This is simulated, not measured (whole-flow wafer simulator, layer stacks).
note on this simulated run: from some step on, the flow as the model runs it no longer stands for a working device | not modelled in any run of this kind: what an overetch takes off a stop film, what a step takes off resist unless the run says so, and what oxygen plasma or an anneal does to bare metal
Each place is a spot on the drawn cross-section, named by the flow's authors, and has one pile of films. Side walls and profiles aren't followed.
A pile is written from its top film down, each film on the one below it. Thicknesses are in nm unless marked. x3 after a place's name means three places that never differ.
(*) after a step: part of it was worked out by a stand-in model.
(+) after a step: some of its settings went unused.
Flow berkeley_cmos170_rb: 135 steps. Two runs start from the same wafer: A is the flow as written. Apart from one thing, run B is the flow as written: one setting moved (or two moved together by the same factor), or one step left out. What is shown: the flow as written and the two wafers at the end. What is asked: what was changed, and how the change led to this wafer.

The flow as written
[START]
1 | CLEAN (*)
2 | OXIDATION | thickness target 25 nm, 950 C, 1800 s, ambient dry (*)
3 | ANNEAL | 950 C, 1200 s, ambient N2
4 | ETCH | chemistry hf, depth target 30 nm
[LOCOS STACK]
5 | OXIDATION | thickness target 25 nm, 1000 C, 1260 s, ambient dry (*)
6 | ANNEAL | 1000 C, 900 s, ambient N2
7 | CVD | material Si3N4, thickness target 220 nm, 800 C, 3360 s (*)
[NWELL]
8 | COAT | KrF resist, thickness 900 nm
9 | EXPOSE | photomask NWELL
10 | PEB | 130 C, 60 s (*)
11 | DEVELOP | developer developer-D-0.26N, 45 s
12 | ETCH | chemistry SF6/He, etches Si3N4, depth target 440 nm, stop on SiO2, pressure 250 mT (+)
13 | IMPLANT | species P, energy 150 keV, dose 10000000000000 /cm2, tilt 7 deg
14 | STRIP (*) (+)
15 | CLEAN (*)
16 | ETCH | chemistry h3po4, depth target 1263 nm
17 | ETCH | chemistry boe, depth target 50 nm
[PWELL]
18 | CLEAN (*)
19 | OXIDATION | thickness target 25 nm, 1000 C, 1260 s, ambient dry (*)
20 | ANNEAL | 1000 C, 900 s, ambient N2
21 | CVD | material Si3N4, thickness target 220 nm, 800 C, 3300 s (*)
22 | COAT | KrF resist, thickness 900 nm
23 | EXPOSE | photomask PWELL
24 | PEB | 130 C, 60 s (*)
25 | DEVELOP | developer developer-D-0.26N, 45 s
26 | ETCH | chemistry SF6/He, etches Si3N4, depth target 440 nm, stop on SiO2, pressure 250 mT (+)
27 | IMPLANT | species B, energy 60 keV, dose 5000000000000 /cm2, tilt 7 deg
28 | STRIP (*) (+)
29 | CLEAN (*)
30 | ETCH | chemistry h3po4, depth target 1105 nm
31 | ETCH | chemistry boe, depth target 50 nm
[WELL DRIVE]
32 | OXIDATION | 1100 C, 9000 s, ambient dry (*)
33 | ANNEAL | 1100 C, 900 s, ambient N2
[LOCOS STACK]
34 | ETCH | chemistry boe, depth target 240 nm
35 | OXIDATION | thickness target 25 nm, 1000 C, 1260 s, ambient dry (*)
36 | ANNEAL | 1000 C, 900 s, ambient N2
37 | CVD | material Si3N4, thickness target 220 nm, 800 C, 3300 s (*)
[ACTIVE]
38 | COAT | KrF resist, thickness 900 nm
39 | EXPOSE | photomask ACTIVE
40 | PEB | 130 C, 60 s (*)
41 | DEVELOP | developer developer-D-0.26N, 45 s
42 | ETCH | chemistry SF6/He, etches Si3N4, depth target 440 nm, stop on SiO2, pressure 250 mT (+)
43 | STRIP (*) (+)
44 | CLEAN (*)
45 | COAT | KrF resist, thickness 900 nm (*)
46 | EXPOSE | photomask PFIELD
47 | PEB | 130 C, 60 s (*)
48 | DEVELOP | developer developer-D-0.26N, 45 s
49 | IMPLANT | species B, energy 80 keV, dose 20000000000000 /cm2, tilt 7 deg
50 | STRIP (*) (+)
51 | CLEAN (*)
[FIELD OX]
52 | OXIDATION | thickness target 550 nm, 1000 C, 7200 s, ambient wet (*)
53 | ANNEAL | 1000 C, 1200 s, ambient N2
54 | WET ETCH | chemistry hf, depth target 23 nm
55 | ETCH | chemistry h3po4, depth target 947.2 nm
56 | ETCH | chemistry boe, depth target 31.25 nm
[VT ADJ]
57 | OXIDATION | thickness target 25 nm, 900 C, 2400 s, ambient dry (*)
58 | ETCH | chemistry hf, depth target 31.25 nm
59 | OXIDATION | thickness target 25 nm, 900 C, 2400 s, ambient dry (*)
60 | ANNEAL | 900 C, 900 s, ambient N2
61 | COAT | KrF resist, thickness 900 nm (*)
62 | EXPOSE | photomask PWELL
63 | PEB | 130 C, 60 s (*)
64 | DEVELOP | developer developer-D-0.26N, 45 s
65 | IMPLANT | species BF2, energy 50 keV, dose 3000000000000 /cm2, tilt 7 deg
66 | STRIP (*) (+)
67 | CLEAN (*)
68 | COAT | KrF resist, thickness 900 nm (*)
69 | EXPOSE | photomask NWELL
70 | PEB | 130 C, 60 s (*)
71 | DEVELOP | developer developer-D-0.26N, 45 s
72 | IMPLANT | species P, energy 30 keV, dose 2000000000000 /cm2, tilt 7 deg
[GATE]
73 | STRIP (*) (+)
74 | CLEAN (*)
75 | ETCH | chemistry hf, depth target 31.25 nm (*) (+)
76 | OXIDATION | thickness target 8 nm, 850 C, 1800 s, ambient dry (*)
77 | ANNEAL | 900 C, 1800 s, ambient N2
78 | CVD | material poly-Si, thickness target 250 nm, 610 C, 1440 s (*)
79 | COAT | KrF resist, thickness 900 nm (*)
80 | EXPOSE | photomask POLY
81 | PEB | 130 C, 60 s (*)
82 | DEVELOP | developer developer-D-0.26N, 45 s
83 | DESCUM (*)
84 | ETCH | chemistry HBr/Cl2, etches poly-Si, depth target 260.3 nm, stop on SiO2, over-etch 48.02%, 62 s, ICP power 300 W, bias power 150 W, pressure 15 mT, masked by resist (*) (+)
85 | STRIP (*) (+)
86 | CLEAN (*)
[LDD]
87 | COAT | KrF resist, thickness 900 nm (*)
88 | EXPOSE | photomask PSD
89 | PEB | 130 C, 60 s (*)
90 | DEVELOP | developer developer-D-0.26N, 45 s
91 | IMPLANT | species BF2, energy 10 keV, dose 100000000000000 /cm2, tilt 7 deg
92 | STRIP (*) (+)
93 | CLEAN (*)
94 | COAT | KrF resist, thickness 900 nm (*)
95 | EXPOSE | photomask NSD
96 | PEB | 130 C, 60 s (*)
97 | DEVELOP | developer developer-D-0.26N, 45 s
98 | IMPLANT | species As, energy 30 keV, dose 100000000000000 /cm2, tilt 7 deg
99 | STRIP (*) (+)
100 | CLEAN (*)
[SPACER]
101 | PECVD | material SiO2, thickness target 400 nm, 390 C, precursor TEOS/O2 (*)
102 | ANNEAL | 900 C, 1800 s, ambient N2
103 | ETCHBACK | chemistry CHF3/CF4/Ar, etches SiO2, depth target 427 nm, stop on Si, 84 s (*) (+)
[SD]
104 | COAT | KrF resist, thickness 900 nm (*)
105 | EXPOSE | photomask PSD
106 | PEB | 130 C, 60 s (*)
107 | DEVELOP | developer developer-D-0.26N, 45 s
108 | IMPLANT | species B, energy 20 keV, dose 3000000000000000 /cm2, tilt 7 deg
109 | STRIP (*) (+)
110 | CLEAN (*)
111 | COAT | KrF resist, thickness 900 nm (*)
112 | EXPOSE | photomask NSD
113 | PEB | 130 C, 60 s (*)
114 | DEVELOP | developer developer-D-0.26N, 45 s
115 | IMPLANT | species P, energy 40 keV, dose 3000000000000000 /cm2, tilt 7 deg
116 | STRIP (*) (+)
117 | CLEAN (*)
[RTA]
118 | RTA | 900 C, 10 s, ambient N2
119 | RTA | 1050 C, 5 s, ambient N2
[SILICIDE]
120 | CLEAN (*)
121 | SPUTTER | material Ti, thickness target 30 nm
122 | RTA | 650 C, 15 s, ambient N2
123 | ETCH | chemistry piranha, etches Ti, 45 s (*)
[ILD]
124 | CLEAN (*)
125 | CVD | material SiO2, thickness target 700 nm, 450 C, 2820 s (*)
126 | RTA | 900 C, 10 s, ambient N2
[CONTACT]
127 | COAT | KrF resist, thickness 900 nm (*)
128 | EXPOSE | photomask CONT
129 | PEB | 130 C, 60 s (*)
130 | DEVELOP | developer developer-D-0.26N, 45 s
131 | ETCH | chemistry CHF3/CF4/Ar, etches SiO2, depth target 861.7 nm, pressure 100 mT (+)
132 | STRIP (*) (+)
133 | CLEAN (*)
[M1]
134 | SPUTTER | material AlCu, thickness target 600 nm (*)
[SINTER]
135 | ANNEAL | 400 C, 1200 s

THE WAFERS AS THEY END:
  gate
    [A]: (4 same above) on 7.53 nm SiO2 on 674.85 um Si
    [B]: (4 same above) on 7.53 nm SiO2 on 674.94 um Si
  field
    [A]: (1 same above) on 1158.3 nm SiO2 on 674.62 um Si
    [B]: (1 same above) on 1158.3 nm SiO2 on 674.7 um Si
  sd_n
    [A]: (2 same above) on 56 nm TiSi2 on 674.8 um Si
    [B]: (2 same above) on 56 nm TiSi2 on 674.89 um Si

What caused this: step 32, OXIDATION: 1100 C, 9000 s, ambient dry (*), was not run.

Step by step, how the change led to this:
  34 | ETCH | chemistry boe, depth target 240 nm
      field, sd_n, spacer_n and 6 more: A -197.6 SiO2 (all of it) | B nothing
